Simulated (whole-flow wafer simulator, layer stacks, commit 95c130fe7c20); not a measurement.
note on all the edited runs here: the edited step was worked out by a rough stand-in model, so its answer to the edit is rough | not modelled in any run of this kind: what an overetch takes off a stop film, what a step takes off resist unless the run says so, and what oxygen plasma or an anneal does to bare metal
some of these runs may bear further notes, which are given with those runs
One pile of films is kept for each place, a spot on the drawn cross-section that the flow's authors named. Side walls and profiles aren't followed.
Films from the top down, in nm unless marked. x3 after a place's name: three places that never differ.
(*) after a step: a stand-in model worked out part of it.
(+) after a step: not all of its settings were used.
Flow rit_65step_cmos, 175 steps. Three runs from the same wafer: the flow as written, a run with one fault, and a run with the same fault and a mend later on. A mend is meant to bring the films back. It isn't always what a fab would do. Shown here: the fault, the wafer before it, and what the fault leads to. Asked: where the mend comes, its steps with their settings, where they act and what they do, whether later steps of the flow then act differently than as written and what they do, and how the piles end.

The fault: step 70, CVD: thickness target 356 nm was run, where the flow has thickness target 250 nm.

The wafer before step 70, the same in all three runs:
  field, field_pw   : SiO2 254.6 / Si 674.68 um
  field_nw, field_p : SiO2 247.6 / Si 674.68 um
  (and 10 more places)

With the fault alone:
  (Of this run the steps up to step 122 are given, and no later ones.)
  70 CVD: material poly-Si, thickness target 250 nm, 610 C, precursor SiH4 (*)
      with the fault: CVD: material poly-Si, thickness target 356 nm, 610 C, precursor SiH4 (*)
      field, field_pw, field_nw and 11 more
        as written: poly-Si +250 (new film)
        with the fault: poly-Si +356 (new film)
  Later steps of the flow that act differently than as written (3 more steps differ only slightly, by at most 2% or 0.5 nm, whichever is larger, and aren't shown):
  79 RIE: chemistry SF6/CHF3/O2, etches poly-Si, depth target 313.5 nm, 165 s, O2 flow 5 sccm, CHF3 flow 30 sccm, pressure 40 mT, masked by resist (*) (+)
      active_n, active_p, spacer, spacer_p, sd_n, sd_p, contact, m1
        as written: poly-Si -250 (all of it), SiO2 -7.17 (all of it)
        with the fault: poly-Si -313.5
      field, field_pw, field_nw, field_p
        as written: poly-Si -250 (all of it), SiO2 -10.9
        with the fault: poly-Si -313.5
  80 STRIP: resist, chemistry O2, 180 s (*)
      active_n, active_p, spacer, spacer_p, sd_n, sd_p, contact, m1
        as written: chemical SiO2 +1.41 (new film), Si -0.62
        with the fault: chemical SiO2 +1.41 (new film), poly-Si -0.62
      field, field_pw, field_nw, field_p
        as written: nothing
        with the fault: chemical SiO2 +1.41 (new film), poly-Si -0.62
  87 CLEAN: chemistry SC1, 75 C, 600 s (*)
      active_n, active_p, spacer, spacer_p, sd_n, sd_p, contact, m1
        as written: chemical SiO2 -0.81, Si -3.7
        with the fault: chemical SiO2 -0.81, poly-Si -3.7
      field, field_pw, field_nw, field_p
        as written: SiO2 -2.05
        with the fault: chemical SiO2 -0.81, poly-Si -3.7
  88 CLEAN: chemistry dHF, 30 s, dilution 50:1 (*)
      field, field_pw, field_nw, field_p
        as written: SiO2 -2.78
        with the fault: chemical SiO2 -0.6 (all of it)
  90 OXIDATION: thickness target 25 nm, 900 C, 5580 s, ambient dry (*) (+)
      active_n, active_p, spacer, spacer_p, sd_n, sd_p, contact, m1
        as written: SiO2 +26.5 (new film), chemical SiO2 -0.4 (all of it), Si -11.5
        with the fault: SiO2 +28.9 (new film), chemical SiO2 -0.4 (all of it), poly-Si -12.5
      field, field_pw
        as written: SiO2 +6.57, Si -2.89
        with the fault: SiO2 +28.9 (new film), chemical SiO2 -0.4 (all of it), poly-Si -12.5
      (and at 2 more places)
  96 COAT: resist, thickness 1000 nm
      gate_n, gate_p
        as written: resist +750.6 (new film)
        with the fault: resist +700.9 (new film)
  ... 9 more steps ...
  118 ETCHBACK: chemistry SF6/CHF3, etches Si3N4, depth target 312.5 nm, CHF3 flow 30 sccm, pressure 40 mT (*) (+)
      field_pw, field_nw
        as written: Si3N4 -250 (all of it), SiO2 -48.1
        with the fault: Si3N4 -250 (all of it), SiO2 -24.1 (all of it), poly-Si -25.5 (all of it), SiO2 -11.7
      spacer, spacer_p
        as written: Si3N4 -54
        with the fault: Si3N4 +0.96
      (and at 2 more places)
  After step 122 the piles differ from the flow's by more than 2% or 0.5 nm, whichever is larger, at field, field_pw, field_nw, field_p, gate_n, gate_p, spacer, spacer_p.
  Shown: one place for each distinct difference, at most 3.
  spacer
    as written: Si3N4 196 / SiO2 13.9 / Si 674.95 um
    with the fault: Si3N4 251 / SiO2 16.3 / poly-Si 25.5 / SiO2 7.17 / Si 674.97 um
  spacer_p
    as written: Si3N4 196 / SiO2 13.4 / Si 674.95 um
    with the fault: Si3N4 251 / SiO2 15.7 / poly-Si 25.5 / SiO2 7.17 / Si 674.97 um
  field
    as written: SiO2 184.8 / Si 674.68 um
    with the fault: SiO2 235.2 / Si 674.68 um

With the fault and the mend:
  The mend comes after step 71.
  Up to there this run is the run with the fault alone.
  71a ETCH: chemistry tmah, depth target 106 nm
      field, field_pw, field_nw and 11 more
        poly-Si -106
  No later step of the flow acts differently than as written at any place that is followed.
  At the end the piles are the same as the flow's at every place that both follow.
